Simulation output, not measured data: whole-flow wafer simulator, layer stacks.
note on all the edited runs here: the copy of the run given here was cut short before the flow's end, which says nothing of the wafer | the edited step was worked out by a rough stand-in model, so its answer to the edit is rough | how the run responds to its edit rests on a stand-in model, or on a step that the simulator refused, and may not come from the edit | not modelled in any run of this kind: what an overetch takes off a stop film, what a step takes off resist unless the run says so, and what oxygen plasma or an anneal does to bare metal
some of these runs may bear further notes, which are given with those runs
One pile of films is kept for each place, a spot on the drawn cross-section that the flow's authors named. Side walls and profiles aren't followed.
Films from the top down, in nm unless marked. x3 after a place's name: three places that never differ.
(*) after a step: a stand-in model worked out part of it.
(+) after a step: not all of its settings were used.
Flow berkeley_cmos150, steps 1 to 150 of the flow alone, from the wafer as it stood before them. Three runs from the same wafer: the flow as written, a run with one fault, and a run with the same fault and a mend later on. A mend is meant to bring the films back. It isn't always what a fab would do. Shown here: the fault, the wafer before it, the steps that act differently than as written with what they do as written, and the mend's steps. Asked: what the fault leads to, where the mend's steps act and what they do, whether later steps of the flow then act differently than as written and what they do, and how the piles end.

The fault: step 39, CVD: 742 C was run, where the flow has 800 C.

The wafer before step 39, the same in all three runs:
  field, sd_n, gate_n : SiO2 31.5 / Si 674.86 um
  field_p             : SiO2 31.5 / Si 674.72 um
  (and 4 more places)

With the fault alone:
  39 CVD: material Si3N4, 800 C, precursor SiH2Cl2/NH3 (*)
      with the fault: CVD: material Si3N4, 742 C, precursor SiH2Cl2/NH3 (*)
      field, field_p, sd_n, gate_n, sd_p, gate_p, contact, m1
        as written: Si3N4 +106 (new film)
        with the fault: Si3N4 +47.6 (new film)
  Later steps of the flow that act differently than as written (29 more steps differ only slightly, by at most 2% or 0.5 nm, whichever is larger, and aren't shown):
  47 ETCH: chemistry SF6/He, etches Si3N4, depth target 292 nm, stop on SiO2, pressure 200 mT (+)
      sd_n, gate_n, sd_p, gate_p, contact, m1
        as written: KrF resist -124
        with the fault: KrF resist -60.4
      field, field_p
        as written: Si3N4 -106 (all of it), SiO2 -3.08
        with the fault: Si3N4 -47.6 (all of it), SiO2 -3.08
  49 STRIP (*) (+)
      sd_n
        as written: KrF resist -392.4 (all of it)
        with the fault: KrF resist -455.9 (all of it)
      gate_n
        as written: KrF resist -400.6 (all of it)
        with the fault: KrF resist -464.2 (all of it)
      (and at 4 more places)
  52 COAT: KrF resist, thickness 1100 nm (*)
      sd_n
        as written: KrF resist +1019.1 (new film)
        with the fault: KrF resist +1052.7 (new film)
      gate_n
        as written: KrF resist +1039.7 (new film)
        with the fault: KrF resist +1066.6 (new film)
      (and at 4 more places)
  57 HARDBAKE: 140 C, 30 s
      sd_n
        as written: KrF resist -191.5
        with the fault: KrF resist -197.8
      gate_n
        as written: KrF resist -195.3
        with the fault: KrF resist -200.2
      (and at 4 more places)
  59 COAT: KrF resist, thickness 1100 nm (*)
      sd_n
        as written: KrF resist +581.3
        with the fault: KrF resist +596.8
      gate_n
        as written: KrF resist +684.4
        with the fault: KrF resist +700.7
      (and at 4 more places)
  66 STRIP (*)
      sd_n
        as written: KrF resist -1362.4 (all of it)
        with the fault: KrF resist -1404.6 (all of it)
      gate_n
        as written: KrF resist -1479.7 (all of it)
        with the fault: KrF resist -1517.5 (all of it)
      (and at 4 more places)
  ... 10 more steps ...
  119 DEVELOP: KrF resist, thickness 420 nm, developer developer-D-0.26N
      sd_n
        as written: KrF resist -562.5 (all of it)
        with the fault: KrF resist -548 (all of it)
  At the end the piles differ from the flow's by more than 2% or 0.5 nm, whichever is larger, at sd_n.
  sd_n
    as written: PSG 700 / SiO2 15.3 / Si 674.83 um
    with the fault: PSG 700 / SiO2 39.4 / Si 674.82 um

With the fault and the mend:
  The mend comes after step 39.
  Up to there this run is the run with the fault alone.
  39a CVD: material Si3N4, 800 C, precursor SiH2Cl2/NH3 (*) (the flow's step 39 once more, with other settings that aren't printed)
      field, field_p, sd_n, gate_n, sd_p, gate_p, contact, m1
        Si3N4 +58.5
  No later step of the flow acts differently than as written at any place that is followed.
  At the end the piles are the same as the flow's at every place that both follow.
